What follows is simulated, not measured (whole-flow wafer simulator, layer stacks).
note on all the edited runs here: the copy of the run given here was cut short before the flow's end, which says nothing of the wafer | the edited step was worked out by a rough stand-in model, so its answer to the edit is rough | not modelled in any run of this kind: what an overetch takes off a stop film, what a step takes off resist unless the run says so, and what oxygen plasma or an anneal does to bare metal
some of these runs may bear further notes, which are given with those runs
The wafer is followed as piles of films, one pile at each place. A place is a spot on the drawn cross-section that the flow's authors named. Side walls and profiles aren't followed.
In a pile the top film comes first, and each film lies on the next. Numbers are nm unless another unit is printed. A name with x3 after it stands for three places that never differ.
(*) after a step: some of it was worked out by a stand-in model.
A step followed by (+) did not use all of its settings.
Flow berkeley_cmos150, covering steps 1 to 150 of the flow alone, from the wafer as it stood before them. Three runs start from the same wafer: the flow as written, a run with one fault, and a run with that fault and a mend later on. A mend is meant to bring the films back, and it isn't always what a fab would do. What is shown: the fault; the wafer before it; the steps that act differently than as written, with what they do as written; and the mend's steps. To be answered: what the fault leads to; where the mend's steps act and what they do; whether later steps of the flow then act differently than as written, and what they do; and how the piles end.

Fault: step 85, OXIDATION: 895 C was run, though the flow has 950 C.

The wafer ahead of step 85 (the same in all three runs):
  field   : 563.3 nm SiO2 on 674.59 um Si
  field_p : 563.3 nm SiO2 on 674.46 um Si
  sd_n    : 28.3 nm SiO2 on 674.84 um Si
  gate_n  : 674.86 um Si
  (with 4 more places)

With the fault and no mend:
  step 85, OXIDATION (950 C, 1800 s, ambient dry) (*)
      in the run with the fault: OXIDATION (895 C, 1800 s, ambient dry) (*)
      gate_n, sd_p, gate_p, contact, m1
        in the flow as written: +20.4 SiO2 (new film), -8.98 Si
        in the run with the fault: +11.9 SiO2 (new film), -5.22 Si
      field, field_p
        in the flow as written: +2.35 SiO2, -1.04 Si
        in the run with the fault: +0.97 SiO2, -0.43 Si
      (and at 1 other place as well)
  Steps further on in the flow that do not act as written (26 more steps, not shown, differ only slightly: by at most 2% or 0.5 nm, whichever is larger):
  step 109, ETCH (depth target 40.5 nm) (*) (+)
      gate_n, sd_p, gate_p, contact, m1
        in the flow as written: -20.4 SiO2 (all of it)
        in the run with the fault: -11.9 SiO2 (all of it)
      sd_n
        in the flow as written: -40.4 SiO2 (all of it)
        in the run with the fault: -34.3 SiO2 (all of it)
  When the end is reached, the piles differ only a little from the flow's at the places that both follow, at most by 2% or 0.5 nm, whichever is larger.

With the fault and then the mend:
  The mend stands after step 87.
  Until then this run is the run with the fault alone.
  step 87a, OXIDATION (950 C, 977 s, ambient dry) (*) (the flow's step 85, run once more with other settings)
      gate_n, sd_p, gate_p, contact, m1
        +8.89 SiO2, -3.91 Si
      field, field_p
        +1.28 SiO2, -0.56 Si
      sd_n
        +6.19 SiO2, -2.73 Si
  None of the later steps of the flow differs from how it acts as written, at any place that is followed, by more than 2% or 0.5 nm, whichever is larger.
  When the end is reached, the piles differ only a little from the flow's at the places that both follow, at most by 2% or 0.5 nm, whichever is larger.
